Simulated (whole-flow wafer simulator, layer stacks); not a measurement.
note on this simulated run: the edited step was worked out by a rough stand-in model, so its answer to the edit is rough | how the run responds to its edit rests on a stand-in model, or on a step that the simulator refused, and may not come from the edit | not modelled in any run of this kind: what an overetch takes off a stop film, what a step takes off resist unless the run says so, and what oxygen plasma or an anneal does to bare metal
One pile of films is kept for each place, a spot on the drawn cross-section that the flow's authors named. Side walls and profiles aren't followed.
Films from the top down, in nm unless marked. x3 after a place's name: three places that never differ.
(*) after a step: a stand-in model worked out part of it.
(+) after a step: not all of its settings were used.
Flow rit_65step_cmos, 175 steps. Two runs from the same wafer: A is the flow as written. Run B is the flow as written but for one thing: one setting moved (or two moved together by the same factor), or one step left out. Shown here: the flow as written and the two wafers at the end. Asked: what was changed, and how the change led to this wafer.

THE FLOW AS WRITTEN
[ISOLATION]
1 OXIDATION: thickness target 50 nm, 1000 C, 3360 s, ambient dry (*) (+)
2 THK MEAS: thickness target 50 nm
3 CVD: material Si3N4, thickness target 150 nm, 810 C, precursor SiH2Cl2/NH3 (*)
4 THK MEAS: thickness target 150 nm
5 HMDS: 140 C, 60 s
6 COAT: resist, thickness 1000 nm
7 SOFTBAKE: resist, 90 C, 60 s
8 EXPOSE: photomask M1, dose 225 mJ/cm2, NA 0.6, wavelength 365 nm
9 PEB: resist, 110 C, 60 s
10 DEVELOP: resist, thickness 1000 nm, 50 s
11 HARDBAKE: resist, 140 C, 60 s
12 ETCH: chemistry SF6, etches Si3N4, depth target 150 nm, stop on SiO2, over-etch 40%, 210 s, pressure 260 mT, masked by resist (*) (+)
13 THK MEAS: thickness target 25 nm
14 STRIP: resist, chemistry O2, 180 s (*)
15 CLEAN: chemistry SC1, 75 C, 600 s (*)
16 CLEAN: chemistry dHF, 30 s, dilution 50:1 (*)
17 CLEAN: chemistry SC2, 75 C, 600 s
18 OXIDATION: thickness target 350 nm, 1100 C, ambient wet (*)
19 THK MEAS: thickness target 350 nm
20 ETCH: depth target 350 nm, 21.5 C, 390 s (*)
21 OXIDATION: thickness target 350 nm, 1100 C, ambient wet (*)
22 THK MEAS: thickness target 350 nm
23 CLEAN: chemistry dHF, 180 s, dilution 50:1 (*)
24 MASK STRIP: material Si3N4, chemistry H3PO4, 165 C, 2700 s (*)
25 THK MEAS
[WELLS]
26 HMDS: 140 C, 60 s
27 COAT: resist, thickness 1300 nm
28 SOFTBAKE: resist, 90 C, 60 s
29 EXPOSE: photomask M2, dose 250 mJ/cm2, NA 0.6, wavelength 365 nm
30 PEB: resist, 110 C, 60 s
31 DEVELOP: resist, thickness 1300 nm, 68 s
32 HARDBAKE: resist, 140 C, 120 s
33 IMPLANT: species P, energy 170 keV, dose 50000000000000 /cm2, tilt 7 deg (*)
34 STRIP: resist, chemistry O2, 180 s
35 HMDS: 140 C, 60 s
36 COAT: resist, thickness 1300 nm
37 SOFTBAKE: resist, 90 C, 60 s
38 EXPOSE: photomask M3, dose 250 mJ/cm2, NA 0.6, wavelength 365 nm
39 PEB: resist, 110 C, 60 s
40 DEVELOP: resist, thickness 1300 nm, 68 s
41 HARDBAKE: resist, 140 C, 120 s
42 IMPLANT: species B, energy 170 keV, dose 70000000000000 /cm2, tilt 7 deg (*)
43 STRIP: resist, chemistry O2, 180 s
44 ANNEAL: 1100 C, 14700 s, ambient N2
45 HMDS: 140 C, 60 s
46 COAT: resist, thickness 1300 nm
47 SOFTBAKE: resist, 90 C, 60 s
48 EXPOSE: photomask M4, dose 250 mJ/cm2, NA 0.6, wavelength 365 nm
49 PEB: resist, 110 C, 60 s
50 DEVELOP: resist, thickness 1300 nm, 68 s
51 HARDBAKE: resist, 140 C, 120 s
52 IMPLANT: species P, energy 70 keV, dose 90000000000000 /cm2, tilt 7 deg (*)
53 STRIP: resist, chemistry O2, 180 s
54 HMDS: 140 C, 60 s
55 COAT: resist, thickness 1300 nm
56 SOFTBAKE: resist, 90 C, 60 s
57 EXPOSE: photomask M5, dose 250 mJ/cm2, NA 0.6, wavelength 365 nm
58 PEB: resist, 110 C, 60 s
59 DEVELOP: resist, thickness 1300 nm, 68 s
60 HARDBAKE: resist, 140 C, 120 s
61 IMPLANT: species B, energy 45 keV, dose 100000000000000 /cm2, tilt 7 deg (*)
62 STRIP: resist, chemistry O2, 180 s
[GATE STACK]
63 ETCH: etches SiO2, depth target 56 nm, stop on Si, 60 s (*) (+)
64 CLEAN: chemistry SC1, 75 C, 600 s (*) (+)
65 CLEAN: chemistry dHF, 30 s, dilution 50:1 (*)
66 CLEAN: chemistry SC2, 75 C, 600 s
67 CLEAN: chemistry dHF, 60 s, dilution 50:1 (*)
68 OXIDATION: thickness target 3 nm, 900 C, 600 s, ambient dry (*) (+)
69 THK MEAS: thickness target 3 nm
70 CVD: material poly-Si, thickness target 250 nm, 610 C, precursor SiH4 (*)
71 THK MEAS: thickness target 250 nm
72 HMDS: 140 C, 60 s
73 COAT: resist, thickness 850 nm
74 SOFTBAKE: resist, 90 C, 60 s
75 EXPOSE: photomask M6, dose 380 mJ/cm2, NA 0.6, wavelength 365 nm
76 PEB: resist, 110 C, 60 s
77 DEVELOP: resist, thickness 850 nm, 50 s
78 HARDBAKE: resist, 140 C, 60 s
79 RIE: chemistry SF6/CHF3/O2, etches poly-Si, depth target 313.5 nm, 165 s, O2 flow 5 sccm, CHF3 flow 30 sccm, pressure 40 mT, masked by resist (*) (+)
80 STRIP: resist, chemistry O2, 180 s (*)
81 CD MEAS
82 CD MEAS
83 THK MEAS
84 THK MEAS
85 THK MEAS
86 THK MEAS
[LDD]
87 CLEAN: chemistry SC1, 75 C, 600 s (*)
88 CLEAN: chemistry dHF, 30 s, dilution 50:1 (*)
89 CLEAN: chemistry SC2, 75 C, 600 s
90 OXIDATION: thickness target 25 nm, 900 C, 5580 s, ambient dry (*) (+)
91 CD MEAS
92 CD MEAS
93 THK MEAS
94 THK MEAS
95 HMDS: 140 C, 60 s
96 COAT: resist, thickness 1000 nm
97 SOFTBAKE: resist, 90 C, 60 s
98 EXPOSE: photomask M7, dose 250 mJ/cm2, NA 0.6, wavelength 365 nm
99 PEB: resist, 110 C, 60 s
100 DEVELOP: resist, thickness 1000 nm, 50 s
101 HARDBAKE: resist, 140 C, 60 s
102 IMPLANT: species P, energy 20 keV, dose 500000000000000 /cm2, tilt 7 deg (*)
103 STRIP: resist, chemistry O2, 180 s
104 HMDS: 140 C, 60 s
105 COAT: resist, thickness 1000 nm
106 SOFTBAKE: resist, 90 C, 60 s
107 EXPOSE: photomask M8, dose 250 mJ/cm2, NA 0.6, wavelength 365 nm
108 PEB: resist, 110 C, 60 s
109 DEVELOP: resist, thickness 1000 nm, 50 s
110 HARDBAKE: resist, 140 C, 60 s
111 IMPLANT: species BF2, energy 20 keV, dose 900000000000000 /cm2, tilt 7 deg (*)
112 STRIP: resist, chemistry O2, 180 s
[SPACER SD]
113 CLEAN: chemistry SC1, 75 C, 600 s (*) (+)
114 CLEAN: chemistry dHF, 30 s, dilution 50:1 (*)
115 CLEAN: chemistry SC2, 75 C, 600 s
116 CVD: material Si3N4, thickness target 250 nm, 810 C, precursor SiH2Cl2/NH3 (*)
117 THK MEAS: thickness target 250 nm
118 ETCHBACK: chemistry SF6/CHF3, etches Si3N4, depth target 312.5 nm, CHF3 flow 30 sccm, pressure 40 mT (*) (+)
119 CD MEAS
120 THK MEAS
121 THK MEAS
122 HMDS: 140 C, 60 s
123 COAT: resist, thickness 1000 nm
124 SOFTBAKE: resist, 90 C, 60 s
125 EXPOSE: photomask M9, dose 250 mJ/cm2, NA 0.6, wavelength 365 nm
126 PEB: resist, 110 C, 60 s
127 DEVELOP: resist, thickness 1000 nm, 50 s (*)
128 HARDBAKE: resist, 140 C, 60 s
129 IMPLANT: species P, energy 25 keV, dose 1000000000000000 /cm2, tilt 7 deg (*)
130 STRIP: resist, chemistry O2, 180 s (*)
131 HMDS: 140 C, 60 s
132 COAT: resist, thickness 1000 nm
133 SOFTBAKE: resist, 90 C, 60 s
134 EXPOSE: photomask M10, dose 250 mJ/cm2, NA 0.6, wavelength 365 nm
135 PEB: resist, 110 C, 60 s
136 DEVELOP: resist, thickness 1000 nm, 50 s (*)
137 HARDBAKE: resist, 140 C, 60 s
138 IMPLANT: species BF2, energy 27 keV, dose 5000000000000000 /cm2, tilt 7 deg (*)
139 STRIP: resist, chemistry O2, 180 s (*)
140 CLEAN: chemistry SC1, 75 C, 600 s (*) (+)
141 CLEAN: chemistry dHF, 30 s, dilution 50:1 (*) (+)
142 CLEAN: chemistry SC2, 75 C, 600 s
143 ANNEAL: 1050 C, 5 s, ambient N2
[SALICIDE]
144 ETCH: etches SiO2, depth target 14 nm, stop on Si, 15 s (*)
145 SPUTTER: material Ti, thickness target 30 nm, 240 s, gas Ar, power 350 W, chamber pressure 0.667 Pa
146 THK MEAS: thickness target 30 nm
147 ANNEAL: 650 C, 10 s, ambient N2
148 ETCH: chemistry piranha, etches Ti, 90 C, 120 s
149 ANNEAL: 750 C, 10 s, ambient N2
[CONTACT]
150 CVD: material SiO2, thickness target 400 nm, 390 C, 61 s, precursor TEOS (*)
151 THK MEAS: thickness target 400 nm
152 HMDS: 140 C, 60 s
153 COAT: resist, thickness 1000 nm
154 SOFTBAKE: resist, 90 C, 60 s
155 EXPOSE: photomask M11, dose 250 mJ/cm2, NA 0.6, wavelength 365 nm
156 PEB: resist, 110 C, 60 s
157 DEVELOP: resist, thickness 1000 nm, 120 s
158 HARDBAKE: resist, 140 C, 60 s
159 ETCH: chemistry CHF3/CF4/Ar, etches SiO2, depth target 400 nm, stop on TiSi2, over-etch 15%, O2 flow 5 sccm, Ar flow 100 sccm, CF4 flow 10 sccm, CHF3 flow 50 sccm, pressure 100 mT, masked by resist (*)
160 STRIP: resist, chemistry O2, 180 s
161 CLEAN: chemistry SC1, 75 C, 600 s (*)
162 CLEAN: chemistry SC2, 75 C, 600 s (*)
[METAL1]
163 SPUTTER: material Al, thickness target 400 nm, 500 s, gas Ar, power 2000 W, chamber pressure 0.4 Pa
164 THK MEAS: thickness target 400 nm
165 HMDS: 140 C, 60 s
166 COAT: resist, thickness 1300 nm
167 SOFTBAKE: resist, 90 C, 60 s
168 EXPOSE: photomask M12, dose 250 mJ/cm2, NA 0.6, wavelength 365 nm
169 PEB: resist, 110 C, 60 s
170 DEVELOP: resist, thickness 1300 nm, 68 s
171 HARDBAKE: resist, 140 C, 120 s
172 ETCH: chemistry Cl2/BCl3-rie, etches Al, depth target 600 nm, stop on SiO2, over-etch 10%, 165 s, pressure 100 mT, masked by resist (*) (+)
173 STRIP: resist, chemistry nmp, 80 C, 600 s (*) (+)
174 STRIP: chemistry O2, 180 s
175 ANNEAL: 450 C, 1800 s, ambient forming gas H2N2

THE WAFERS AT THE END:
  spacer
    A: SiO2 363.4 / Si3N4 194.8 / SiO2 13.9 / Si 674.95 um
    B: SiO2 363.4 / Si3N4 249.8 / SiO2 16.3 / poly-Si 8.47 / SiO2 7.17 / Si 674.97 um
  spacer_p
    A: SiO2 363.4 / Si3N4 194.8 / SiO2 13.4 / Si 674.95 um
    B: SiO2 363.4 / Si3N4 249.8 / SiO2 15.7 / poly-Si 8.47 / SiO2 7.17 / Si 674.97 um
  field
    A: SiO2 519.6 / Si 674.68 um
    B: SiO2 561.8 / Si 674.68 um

The cause: step 70, CVD: thickness target 339 nm was run, where the flow has thickness target 250 nm.

How the change led to this, step by step:
  70 CVD: material poly-Si, thickness target 250 nm, 610 C, precursor SiH4 (*)
      field, field_pw, field_nw and 11 more: A poly-Si +250 (new film) | B poly-Si +339 (new film)
  79 RIE: chemistry SF6/CHF3/O2, etches poly-Si, depth target 313.5 nm, 165 s, O2 flow 5 sccm, CHF3 flow 30 sccm, pressure 40 mT, masked by resist (*) (+)
      active_n, active_p, spacer, spacer_p, sd_n, sd_p, contact, m1: A poly-Si -250 (all of it), SiO2 -7.17 (all of it) | B poly-Si -313.5
      field, field_pw, field_nw, field_p: A poly-Si -250 (all of it), SiO2 -10.9 | B poly-Si -313.5
  80 STRIP: resist, chemistry O2, 180 s (*)
      active_n, active_p, spacer, spacer_p, sd_n, sd_p, contact, m1: A chemical SiO2 +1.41 (new film), Si -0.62 | B chemical SiO2 +1.41 (new film), poly-Si -0.62
      field, field_pw, field_nw, field_p: A nothing | B chemical SiO2 +1.41 (new film), poly-Si -0.62
  87 CLEAN: chemistry SC1, 75 C, 600 s (*)
      active_n, active_p, spacer, spacer_p, sd_n, sd_p, contact, m1: A chemical SiO2 -0.81, Si -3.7 | B chemical SiO2 -0.81, poly-Si -3.7
      field, field_pw, field_nw, field_p: A SiO2 -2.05 | B chemical SiO2 -0.81, poly-Si -3.7
  88 CLEAN: chemistry dHF, 30 s, dilution 50:1 (*)
      field, field_pw, field_nw, field_p: A SiO2 -2.78 | B chemical SiO2 -0.6 (all of it)
  90 OXIDATION: thickness target 25 nm, 900 C, 5580 s, ambient dry (*) (+)
      active_n, active_p, spacer, spacer_p, sd_n, sd_p, contact, m1: A SiO2 +26.5 (new film), chemical SiO2 -0.4 (all of it), Si -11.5 | B SiO2 +28.9 (new film), chemical SiO2 -0.4 (all of it), poly-Si -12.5
      field, field_pw: A SiO2 +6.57, Si -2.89 | B SiO2 +28.9 (new film), chemical SiO2 -0.4 (all of it), poly-Si -12.5
      (and at 2 more places)
  96 COAT: resist, thickness 1000 nm
      gate_n, gate_p: A resist +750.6 (new film) | B resist +701.1 (new film)
  99 PEB: resist, 110 C, 60 s
      gate_n, gate_p: A resist -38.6 | B resist -35.9
  100 DEVELOP: resist, thickness 1000 nm, 50 s
      gate_n: A resist -712.1 (all of it) | B resist -665.2 (all of it)
  101 HARDBAKE: resist, 140 C, 60 s
      gate_p: A resist -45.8 | B resist -42.3
  103 STRIP: resist, chemistry O2, 180 s
      gate_p: A resist -666.3 (all of it) | B resist -622.9 (all of it)
  105 COAT: resist, thickness 1000 nm
      gate_n, gate_p: A resist +750.6 (new film) | B resist +701.1 (new film)
  108 PEB: resist, 110 C, 60 s
      gate_n, gate_p: A resist -38.6 | B resist -35.9
  109 DEVELOP: resist, thickness 1000 nm, 50 s
      gate_p: A resist -712.1 (all of it) | B resist -665.2 (all of it)
  110 HARDBAKE: resist, 140 C, 60 s
      gate_n: A resist -45.8 | B resist -42.3
  112 STRIP: resist, chemistry O2, 180 s
      gate_n: A resist -666.3 (all of it) | B resist -622.9 (all of it)
  ... 17 more steps ...
  170 DEVELOP: resist, thickness 1300 nm, 68 s
      gate_n: A resist -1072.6 (all of it) | B resist -1025.8 (all of it)
      gate_p: A resist -1076.3 (all of it) | B resist -1029.5 (all of it)
      (and at 2 more places)
